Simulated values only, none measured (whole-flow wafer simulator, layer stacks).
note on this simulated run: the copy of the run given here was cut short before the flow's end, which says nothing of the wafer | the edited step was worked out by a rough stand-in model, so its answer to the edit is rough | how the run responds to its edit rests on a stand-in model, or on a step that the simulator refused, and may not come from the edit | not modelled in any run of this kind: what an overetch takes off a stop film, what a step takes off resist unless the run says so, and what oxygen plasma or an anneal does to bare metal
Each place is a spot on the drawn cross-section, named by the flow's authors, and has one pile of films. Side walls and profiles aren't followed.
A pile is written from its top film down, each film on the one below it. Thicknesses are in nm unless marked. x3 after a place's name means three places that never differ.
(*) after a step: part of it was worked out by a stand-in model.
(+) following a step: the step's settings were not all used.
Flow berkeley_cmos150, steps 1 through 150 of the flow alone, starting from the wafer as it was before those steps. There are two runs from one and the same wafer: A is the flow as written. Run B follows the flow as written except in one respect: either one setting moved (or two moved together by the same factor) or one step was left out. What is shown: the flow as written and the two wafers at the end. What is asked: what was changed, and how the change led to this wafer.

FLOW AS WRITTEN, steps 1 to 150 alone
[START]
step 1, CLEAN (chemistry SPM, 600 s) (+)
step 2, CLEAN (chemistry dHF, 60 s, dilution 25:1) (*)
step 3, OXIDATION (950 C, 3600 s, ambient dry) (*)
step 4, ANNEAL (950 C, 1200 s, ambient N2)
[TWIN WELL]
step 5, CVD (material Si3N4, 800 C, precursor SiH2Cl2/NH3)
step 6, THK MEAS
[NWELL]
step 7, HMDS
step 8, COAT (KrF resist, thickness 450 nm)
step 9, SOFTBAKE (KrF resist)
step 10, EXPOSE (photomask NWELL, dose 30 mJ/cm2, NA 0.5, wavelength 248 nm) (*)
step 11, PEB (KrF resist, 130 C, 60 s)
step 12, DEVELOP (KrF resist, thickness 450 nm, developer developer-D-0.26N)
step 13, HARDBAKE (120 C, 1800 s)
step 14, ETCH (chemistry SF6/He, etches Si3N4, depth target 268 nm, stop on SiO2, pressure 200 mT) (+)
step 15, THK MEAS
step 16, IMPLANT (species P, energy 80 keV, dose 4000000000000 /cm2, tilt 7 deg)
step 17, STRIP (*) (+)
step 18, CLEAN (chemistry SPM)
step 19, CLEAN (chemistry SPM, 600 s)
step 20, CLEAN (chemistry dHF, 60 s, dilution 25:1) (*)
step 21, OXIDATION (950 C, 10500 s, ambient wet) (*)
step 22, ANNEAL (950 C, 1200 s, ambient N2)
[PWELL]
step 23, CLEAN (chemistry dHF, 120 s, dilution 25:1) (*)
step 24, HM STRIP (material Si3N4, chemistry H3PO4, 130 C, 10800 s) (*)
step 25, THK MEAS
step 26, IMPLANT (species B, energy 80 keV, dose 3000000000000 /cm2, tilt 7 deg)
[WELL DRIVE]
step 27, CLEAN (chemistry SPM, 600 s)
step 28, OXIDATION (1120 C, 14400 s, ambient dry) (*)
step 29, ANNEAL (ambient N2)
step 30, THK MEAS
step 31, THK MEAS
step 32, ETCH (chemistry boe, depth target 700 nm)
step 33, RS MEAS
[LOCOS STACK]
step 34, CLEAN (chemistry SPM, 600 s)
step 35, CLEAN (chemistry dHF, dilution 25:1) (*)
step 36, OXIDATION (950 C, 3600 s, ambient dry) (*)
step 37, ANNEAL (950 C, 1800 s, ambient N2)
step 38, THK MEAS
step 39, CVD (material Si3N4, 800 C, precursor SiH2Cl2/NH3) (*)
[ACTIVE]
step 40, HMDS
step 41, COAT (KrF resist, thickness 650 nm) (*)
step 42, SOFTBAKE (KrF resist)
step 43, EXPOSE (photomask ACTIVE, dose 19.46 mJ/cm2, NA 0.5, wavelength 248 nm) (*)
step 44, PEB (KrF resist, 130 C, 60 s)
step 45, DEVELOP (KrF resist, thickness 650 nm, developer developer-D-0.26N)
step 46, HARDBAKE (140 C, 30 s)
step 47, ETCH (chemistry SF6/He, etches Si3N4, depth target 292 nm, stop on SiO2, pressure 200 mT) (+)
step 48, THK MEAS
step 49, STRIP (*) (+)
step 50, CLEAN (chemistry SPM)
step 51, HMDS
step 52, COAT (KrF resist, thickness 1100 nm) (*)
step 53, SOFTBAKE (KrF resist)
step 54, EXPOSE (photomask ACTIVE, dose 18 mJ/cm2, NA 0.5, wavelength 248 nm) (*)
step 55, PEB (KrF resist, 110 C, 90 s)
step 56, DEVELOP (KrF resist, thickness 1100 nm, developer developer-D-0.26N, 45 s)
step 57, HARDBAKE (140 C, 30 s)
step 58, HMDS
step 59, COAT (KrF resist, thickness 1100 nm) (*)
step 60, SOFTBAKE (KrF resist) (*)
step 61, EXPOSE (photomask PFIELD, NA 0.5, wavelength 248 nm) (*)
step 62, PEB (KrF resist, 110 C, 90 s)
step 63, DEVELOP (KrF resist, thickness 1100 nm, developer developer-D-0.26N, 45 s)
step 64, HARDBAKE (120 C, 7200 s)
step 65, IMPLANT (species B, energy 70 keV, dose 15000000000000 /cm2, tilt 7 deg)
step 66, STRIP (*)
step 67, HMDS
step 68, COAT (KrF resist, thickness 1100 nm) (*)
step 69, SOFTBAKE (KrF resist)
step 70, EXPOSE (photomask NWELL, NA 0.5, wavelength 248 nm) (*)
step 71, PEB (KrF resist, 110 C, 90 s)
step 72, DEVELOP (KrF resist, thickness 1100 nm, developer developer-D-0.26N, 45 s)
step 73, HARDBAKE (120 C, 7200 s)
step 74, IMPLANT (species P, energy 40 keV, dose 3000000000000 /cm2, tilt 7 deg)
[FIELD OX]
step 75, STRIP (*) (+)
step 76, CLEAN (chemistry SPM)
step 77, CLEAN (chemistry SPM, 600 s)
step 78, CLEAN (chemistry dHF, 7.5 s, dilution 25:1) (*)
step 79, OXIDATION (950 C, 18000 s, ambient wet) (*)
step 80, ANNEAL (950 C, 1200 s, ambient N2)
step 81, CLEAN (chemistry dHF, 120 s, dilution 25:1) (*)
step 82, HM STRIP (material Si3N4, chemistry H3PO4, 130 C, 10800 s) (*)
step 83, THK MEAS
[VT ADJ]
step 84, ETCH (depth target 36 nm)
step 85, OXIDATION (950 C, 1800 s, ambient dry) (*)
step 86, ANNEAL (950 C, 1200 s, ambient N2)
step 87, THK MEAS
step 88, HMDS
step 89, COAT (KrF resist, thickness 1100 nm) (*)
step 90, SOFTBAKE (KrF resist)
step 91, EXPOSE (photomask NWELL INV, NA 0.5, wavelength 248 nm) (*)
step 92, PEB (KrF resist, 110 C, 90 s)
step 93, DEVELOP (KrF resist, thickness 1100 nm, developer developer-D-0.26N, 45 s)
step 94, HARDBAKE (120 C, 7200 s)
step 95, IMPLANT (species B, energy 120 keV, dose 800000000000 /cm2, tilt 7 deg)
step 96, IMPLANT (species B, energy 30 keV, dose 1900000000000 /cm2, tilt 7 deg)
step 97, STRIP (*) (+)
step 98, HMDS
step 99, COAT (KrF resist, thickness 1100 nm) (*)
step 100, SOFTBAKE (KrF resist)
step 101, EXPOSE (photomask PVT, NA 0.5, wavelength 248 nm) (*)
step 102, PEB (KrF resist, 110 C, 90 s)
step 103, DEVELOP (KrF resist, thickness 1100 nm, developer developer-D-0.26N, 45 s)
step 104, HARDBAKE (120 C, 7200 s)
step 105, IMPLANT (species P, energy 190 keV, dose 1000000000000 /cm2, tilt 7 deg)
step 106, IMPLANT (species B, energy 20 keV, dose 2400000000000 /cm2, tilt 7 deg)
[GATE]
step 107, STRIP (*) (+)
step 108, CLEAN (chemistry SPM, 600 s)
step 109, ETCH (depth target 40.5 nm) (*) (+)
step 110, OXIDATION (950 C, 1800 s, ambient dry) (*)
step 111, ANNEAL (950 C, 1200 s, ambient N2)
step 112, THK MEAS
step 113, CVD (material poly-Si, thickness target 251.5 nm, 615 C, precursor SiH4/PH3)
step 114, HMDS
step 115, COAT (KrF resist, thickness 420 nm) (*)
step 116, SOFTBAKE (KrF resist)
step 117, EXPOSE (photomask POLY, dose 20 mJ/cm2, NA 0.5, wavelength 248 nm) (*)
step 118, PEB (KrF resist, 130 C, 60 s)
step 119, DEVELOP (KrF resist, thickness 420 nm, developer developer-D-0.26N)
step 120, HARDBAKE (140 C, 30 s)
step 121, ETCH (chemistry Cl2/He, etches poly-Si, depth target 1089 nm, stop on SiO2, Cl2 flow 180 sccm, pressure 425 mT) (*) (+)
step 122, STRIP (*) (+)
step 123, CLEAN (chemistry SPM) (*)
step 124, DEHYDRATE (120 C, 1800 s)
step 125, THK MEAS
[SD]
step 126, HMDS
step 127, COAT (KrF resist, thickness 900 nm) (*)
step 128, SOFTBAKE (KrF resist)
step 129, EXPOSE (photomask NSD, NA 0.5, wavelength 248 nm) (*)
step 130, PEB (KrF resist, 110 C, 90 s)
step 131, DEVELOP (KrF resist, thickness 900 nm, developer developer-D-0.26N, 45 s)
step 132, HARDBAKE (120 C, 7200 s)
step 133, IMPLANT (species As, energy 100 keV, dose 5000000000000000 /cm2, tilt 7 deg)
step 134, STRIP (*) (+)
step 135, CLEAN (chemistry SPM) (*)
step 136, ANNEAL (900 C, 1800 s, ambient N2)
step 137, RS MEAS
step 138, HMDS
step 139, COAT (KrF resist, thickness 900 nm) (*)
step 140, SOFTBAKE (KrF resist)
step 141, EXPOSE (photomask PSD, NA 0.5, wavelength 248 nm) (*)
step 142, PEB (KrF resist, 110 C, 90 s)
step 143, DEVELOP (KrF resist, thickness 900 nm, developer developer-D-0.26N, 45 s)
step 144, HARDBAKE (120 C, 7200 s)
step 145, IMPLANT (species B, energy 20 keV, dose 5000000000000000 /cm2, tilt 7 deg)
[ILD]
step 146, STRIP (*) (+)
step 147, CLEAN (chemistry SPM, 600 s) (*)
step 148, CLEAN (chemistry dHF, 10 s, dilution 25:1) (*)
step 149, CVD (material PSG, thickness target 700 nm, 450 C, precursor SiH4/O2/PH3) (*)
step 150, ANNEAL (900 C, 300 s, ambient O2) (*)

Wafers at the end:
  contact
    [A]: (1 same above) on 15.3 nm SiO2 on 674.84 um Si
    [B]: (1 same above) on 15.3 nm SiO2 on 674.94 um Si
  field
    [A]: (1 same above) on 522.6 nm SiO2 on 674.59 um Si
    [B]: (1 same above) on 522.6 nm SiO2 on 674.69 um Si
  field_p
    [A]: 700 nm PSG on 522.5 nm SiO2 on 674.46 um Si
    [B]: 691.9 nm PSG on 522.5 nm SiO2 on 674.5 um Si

The reason: step 28, OXIDATION: 896 C was run, though the flow has 1120 C.

The path from the change to this, step by step:
  step 28, OXIDATION (1120 C, 14400 s, ambient dry) (*)
      field, sd_n, gate_n, contact, m1: A SiO2 gains 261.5, Si loses 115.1 | B SiO2 gains 35.6, Si loses 15.6
      field_p, sd_p, gate_p: A SiO2 gains 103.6, Si loses 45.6 | B SiO2 gains 9.41, Si loses 4.14
  step 32, ETCH (chemistry boe, depth target 700 nm)
      field, sd_n, gate_n, contact, m1: A SiO2 loses 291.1 (all of it) | B SiO2 loses 65.1 (all of it)
      field_p, sd_p, gate_p: A SiO2 loses 555.5 (all of it) | B SiO2 loses 461.3 (all of it)
  step 41, COAT (KrF resist, thickness 650 nm) (*)
      field_p: A KrF resist gains 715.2 (new film) | B KrF resist gains 743.6 (new film)
      sd_p: A KrF resist gains 694.3 (new film) | B KrF resist gains 712.8 (new film)
      (also at 1 further place)
  step 45, DEVELOP (KrF resist, thickness 650 nm, developer developer-D-0.26N)
      field_p: A KrF resist loses 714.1 (all of it) | B KrF resist loses 742.5 (all of it)
  step 46, HARDBAKE (140 C, 30 s)
      sd_p: A KrF resist loses 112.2 | B KrF resist loses 115.2
      gate_p: A KrF resist loses 111.5 | B KrF resist loses 114.2
  step 49, STRIP (*) (+)
      sd_p: A KrF resist loses 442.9 (all of it) | B KrF resist loses 458.3 (all of it)
      gate_p: A KrF resist loses 439.2 (all of it) | B KrF resist loses 453 (all of it)
  step 52, COAT (KrF resist, thickness 1100 nm) (*)
      field_p: A KrF resist gains 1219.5 (new film) | B KrF resist gains 1255.5 (new film)
      sd_p: A KrF resist gains 1111.6 (new film) | B KrF resist gains 1140.5 (new film)
      (also at 1 further place)
  step 56, DEVELOP (KrF resist, thickness 1100 nm, developer developer-D-0.26N, 45 s)
      field_p: A KrF resist loses 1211 (all of it) | B KrF resist loses 1246.8 (all of it)
  step 57, HARDBAKE (140 C, 30 s)
      sd_p: A KrF resist loses 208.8 | B KrF resist loses 214.3
      gate_p: A KrF resist loses 209.5 | B KrF resist loses 214.7
  step 59, COAT (KrF resist, thickness 1100 nm) (*)
      field_p: A KrF resist gains 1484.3 (new film) | B KrF resist gains 1523.4 (new film)
  step 64, HARDBAKE (120 C, 7200 s)
      field_p: A KrF resist loses 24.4 | B KrF resist loses 25.1
  step 66, STRIP (*)
      field_p: A KrF resist loses 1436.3 (all of it) | B KrF resist loses 1474.4 (all of it)
      sd_p: A KrF resist loses 1525.1 (all of it) | B KrF resist loses 1560.8 (all of it)
      (also at 1 further place)
  step 68, COAT (KrF resist, thickness 1100 nm) (*)
      field_p: A KrF resist gains 1219.5 (new film) | B KrF resist gains 1255.5 (new film)
      sd_p: A KrF resist gains 1111.6 (new film) | B KrF resist gains 1140.5 (new film)
      (also at 1 further place)
  step 72, DEVELOP (KrF resist, thickness 1100 nm, developer developer-D-0.26N, 45 s)
      field_p: A KrF resist loses 1211 (all of it) | B KrF resist loses 1246.8 (all of it)
      sd_p: A KrF resist loses 1103.9 (all of it) | B KrF resist loses 1132.7 (all of it)
      (also at 1 further place)
  step 89, COAT (KrF resist, thickness 1100 nm) (*)
      field_p: A KrF resist gains 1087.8 (new film) | B KrF resist gains 1123.8 (new film)
      sd_p: A KrF resist gains 1317.3 (new film) | B KrF resist gains 1346.7 (new film)
      (also at 1 further place)
  step 94, HARDBAKE (120 C, 7200 s)
      field_p: A KrF resist loses 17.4 | B KrF resist loses 18
  ... another 15 steps ...
  step 146, STRIP (*) (+)
      field_p: A KrF resist loses 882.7 (all of it) | B KrF resist loses 915.6 (all of it)
